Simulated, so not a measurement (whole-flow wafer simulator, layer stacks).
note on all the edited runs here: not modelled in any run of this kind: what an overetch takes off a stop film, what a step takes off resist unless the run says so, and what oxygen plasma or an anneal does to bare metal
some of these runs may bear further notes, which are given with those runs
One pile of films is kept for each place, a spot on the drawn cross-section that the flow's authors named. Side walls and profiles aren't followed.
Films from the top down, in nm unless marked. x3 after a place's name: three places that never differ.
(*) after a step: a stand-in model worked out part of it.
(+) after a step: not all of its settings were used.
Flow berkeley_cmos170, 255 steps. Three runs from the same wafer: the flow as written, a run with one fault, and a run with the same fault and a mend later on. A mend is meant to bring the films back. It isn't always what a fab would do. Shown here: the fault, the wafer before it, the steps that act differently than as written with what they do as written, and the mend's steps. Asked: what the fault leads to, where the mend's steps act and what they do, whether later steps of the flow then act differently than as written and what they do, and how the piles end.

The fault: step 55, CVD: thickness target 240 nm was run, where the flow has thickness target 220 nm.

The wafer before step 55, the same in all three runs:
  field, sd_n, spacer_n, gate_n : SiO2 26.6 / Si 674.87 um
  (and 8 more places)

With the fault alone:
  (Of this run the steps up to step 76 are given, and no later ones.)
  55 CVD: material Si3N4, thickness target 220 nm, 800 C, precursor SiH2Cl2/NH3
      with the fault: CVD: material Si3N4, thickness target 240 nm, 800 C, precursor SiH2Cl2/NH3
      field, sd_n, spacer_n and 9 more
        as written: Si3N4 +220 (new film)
        with the fault: Si3N4 +240 (new film)
  Later steps of the flow that act differently than as written (5 more steps differ only slightly, by at most 2% or 0.5 nm, whichever is larger, and aren't shown):
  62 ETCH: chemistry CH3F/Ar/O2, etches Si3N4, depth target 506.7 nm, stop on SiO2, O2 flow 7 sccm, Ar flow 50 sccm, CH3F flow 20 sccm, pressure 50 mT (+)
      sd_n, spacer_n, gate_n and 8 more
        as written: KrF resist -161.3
        with the fault: KrF resist -174.7
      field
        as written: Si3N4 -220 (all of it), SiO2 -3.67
        with the fault: Si3N4 -240 (all of it), SiO2 -3.67
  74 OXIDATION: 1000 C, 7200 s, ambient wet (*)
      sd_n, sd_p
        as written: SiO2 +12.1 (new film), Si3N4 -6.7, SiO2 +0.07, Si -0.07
        with the fault: SiO2 +12.1 (new film), Si3N4 -6.7
  After step 76 the piles differ from the flow's by more than 2% or 0.5 nm, whichever is larger, at sd_n, spacer_n, gate_n and 8 more.
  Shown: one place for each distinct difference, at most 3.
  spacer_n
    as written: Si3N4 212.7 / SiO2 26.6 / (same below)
    with the fault: Si3N4 232.8 / SiO2 26.6 / (same below)
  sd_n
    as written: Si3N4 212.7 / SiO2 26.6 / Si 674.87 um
    with the fault: Si3N4 232.8 / SiO2 26.6 / Si 674.87 um

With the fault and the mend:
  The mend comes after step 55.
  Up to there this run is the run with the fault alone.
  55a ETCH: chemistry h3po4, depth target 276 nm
      field, sd_n, spacer_n and 9 more
        Si3N4 -240 (all of it)
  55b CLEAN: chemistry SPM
      changes no film at any place that is followed
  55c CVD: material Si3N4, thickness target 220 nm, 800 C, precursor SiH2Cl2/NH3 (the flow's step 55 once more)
      field, sd_n, spacer_n and 9 more
        Si3N4 +220 (new film)
  No later step of the flow acts differently than as written at any place that is followed.
  At the end the piles are the same as the flow's at every place that both follow.
